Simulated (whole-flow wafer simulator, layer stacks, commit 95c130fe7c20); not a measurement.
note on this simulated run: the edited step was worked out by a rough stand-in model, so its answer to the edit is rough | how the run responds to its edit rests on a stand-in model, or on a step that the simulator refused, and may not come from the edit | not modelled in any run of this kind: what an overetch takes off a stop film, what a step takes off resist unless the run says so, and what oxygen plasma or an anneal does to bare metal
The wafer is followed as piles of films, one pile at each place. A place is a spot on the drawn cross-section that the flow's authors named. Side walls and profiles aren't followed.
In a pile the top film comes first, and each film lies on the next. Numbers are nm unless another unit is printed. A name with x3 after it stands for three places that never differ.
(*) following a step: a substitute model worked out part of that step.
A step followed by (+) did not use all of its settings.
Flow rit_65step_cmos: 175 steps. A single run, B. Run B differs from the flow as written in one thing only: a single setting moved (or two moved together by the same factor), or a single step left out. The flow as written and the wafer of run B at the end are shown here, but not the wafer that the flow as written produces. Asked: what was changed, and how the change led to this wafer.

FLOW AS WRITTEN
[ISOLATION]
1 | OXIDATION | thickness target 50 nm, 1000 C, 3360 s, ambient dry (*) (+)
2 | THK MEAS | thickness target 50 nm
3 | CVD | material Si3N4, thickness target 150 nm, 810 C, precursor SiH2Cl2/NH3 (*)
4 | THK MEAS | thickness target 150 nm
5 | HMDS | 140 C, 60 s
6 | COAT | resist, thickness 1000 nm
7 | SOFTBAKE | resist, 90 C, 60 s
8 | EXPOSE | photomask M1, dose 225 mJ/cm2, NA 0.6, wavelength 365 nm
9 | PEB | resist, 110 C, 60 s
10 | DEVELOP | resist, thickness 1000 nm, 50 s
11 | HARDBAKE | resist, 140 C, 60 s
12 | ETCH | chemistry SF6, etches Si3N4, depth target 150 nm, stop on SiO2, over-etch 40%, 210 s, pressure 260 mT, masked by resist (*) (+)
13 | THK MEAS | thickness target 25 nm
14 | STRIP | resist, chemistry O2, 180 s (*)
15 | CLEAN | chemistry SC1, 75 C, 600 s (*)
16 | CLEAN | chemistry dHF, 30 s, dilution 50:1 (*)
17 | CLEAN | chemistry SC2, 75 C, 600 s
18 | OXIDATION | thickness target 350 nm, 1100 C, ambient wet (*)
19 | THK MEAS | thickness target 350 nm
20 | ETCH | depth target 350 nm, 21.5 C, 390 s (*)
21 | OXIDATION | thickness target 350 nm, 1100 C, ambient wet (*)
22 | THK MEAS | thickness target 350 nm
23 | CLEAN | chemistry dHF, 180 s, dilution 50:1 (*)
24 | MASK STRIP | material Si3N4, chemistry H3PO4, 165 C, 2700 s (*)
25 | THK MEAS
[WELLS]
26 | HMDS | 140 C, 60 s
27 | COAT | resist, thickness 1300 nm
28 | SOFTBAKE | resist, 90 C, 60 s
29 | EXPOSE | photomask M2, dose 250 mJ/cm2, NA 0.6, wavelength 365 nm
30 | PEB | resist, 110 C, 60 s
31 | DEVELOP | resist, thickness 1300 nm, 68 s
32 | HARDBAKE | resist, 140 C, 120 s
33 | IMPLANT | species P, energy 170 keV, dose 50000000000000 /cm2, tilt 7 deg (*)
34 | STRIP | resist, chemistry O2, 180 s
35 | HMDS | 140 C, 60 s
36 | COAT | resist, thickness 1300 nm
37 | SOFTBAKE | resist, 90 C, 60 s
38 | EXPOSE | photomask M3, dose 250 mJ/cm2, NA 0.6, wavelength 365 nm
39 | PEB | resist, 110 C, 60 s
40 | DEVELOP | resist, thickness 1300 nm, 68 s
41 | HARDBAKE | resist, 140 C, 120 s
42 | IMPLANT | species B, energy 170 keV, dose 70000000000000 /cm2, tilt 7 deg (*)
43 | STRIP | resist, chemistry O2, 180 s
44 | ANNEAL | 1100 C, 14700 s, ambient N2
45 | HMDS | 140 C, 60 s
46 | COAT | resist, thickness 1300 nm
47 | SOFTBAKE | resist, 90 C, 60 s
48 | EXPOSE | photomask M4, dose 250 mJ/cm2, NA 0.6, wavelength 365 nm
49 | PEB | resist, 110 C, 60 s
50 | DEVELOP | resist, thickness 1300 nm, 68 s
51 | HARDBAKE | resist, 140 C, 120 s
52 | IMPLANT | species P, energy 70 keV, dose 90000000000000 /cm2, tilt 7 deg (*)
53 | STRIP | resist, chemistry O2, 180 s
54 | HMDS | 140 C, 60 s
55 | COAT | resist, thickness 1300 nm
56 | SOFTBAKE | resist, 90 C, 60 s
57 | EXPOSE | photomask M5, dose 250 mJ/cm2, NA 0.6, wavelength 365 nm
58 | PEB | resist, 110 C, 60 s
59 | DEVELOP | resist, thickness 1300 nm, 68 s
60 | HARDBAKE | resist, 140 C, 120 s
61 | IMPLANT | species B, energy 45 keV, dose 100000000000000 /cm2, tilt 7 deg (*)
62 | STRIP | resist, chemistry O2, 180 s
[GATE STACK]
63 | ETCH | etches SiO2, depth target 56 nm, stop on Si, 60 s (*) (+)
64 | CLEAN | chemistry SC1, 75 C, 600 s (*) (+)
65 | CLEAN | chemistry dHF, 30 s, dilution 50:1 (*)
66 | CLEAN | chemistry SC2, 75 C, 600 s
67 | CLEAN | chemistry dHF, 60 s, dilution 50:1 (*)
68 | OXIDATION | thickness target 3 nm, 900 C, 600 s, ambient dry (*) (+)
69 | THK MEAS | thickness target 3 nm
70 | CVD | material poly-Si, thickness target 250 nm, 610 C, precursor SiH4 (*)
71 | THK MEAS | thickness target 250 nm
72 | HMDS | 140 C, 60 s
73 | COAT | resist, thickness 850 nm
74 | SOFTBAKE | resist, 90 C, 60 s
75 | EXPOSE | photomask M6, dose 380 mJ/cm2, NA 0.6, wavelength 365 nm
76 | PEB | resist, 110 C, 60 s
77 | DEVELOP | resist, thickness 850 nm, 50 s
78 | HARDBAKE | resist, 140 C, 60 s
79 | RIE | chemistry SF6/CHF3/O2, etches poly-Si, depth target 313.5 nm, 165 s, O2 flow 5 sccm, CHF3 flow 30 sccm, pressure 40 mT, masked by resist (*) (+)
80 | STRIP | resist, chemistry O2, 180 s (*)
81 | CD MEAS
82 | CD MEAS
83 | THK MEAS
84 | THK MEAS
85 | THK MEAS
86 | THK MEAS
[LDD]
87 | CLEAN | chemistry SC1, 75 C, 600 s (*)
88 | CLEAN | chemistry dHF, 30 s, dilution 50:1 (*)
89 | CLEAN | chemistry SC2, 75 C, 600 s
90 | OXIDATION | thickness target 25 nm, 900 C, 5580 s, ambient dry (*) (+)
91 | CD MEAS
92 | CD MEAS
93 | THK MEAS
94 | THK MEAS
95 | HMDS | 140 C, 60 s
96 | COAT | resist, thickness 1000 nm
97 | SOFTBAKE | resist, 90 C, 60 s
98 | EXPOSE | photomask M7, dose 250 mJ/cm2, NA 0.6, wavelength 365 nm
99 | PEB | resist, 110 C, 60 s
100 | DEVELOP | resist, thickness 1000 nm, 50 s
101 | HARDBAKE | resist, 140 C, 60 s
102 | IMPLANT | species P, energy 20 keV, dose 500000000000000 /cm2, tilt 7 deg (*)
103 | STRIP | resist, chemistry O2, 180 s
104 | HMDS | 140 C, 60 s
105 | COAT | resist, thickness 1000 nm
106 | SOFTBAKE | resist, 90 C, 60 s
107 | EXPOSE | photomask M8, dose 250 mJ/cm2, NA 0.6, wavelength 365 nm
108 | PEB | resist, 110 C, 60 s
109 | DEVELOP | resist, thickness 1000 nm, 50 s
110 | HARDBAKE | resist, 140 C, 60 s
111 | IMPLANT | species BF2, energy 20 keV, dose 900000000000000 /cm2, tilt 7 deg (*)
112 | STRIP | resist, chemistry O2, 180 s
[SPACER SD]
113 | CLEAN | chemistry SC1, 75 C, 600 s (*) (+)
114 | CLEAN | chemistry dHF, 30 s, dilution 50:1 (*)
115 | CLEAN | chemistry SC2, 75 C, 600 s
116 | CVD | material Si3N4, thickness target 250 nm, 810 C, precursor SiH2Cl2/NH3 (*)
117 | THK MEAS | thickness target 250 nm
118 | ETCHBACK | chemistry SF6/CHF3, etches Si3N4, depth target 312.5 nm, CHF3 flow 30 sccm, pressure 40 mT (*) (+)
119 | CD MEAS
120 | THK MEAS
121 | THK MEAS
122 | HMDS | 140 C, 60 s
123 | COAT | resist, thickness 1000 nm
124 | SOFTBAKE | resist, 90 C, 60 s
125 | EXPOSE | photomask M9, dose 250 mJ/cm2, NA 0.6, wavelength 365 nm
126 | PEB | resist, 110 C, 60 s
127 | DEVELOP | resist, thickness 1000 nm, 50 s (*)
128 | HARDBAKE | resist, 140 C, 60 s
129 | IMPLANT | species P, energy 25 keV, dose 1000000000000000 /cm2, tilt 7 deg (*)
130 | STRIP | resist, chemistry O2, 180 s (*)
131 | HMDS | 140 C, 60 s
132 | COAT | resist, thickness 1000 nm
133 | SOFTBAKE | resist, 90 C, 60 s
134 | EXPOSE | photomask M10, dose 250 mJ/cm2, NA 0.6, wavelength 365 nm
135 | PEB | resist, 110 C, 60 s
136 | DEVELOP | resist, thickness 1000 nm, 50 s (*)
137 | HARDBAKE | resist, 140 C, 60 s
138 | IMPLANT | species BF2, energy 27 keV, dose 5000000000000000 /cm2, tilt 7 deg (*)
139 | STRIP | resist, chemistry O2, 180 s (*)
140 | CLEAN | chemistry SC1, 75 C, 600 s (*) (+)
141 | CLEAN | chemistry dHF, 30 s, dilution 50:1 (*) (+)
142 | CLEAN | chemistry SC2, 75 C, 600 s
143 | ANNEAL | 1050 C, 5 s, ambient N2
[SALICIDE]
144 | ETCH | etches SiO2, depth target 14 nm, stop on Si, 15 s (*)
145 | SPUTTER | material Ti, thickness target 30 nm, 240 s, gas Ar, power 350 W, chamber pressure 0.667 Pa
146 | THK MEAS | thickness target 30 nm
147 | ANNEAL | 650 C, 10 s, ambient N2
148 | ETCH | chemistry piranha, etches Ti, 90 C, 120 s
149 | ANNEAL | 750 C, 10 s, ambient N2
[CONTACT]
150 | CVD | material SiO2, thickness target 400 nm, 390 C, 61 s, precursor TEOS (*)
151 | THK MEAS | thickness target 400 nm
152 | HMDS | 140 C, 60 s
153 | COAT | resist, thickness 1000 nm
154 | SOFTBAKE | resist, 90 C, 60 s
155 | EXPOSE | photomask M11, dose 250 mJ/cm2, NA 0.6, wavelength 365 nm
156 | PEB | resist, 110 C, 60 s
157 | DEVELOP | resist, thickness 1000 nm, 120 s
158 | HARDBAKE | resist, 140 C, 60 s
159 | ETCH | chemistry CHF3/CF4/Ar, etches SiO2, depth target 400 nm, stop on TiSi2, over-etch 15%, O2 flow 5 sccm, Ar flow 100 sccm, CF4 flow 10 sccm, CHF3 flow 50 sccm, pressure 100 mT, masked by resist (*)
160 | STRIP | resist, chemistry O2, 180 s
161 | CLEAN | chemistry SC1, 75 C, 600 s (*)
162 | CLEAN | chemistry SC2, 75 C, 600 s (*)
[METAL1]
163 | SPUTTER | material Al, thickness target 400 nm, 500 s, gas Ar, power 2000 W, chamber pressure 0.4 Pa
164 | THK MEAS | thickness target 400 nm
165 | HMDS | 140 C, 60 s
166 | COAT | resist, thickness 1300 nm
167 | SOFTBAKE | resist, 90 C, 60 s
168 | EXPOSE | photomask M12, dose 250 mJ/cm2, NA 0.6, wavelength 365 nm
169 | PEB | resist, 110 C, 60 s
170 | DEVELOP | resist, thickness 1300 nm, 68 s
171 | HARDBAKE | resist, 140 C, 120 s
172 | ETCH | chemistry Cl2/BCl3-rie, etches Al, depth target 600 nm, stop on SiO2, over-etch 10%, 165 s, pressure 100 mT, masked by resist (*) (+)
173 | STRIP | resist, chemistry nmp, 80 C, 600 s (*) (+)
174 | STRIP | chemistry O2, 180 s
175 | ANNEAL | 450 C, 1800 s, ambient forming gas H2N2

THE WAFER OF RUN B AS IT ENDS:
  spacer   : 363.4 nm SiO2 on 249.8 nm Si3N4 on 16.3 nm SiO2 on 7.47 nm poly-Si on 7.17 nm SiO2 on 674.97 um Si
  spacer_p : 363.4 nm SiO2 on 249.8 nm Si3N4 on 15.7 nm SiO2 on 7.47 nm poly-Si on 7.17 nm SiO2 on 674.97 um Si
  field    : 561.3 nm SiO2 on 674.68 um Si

Cause: step 70, CVD: thickness target 338 nm was run, while the flow as written has thickness target 250 nm.

How this came from the change, step by step:
  70 | CVD | material poly-Si, thickness target 250 nm, 610 C, precursor SiH4 (*)
      field, field_pw, field_nw and 11 more: poly-Si gains 338 (new film) (in the flow as written it would be: poly-Si gains 250 (new film))
  79 | RIE | chemistry SF6/CHF3/O2, etches poly-Si, depth target 313.5 nm, 165 s, O2 flow 5 sccm, CHF3 flow 30 sccm, pressure 40 mT, masked by resist (*) (+)
      active_n, active_p, spacer, spacer_p, sd_n, sd_p, contact, m1: poly-Si loses 313.5 (in the flow as written it would be: poly-Si loses 250 (all of it), SiO2 loses 7.17 (all of it))
      field, field_pw, field_nw, field_p: poly-Si loses 313.5 (in the flow as written it would be: poly-Si loses 250 (all of it), SiO2 loses 10.9)
  80 | STRIP | resist, chemistry O2, 180 s (*)
      active_n, active_p, spacer, spacer_p, sd_n, sd_p, contact, m1: chemical SiO2 gains 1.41 (new film), poly-Si loses 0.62 (in the flow as written it would be: chemical SiO2 gains 1.41 (new film), Si loses 0.62)
      field, field_pw, field_nw, field_p: chemical SiO2 gains 1.41 (new film), poly-Si loses 0.62 (in the flow as written it would be: nothing)
  87 | CLEAN | chemistry SC1, 75 C, 600 s (*)
      active_n, active_p, spacer, spacer_p, sd_n, sd_p, contact, m1: chemical SiO2 loses 0.81, poly-Si loses 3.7 (in the flow as written it would be: chemical SiO2 loses 0.81, Si loses 3.7)
      field, field_pw, field_nw, field_p: chemical SiO2 loses 0.81, poly-Si loses 3.7 (in the flow as written it would be: SiO2 loses 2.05)
  88 | CLEAN | chemistry dHF, 30 s, dilution 50:1 (*)
      field, field_pw, field_nw, field_p: chemical SiO2 loses 0.6 (all of it) (in the flow as written it would be: SiO2 loses 2.78)
  90 | OXIDATION | thickness target 25 nm, 900 C, 5580 s, ambient dry (*) (+)
      active_n, active_p, spacer, spacer_p, sd_n, sd_p, contact, m1: SiO2 gains 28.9 (new film), chemical SiO2 loses 0.4 (all of it), poly-Si loses 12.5 (in the flow as written it would be: SiO2 gains 26.5 (new film), chemical SiO2 loses 0.4 (all of it), Si loses 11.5)
      field, field_pw: SiO2 gains 28.9 (new film), chemical SiO2 loses 0.4 (all of it), poly-Si loses 12.5 (in the flow as written it would be: SiO2 gains 6.57, Si loses 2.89)
      (also at 2 further places)
  96 | COAT | resist, thickness 1000 nm
      gate_n, gate_p: resist gains 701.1 (new film) (in the flow as written it would be: resist gains 750.6 (new film))
  99 | PEB | resist, 110 C, 60 s
      gate_n, gate_p: resist loses 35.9 (in the flow as written it would be: resist loses 38.6)
  100 | DEVELOP | resist, thickness 1000 nm, 50 s
      gate_n: resist loses 665.2 (all of it) (in the flow as written it would be: resist loses 712.1 (all of it))
  101 | HARDBAKE | resist, 140 C, 60 s
      gate_p: resist loses 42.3 (in the flow as written it would be: resist loses 45.8)
  103 | STRIP | resist, chemistry O2, 180 s
      gate_p: resist loses 622.9 (all of it) (in the flow as written it would be: resist loses 666.3 (all of it))
  105 | COAT | resist, thickness 1000 nm
      gate_n, gate_p: resist gains 701.1 (new film) (in the flow as written it would be: resist gains 750.6 (new film))
  108 | PEB | resist, 110 C, 60 s
      gate_n, gate_p: resist loses 35.9 (in the flow as written it would be: resist loses 38.6)
  109 | DEVELOP | resist, thickness 1000 nm, 50 s
      gate_p: resist loses 665.2 (all of it) (in the flow as written it would be: resist loses 712.1 (all of it))
  110 | HARDBAKE | resist, 140 C, 60 s
      gate_n: resist loses 42.3 (in the flow as written it would be: resist loses 45.8)
  112 | STRIP | resist, chemistry O2, 180 s
      gate_n: resist loses 622.9 (all of it) (in the flow as written it would be: resist loses 666.3 (all of it))
  ... 17 other steps ...
  170 | DEVELOP | resist, thickness 1300 nm, 68 s
      gate_n: resist loses 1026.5 (all of it) (in the flow as written it would be: resist loses 1072.6 (all of it))
      gate_p: resist loses 1030.1 (all of it) (in the flow as written it would be: resist loses 1076.3 (all of it))
      (also at 2 further places)
